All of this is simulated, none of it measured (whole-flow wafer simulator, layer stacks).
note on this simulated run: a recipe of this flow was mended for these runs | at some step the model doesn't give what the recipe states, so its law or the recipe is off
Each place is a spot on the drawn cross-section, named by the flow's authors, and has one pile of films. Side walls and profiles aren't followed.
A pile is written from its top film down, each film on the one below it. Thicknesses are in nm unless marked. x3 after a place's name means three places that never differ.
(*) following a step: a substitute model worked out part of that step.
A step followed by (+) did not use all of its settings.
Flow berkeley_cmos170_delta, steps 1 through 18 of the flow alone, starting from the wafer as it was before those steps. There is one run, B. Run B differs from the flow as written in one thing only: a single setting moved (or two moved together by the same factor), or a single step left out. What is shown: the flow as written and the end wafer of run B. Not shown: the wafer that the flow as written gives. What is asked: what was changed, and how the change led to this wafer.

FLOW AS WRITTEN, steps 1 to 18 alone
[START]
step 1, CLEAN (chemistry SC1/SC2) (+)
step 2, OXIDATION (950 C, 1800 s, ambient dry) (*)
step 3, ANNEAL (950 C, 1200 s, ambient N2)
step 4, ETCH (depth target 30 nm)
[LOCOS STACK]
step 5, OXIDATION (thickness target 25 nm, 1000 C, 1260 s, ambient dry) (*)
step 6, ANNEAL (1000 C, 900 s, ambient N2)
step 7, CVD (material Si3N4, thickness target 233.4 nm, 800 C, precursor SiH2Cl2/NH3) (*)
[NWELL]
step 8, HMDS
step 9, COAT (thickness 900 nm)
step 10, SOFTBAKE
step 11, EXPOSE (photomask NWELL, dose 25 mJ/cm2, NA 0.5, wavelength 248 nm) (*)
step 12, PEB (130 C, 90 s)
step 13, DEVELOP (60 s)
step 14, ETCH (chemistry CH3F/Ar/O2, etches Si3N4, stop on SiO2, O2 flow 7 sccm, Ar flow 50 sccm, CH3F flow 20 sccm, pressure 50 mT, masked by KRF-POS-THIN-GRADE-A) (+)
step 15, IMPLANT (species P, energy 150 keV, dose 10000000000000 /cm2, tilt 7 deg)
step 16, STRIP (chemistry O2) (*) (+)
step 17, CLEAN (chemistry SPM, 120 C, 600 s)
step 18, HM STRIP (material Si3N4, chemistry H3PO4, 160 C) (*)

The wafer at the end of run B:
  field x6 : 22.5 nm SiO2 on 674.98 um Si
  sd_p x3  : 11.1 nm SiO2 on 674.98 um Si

What caused this: step 4, ETCH: depth target 10 nm was run, while the flow as written has depth target 30 nm.

The path from the change to this, step by step:
  step 4, ETCH (depth target 30 nm)
      field x6, sd_p x3: -10 SiO2 (it would be, as written: -20.7 SiO2 (all of it))
  step 5, OXIDATION (thickness target 25 nm, 1000 C, 1260 s, ambient dry) (*)
      field x6, sd_p x3: +19.1 SiO2, -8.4 Si (it would be, as written: +26.6 SiO2 (new film), -11.7 Si)
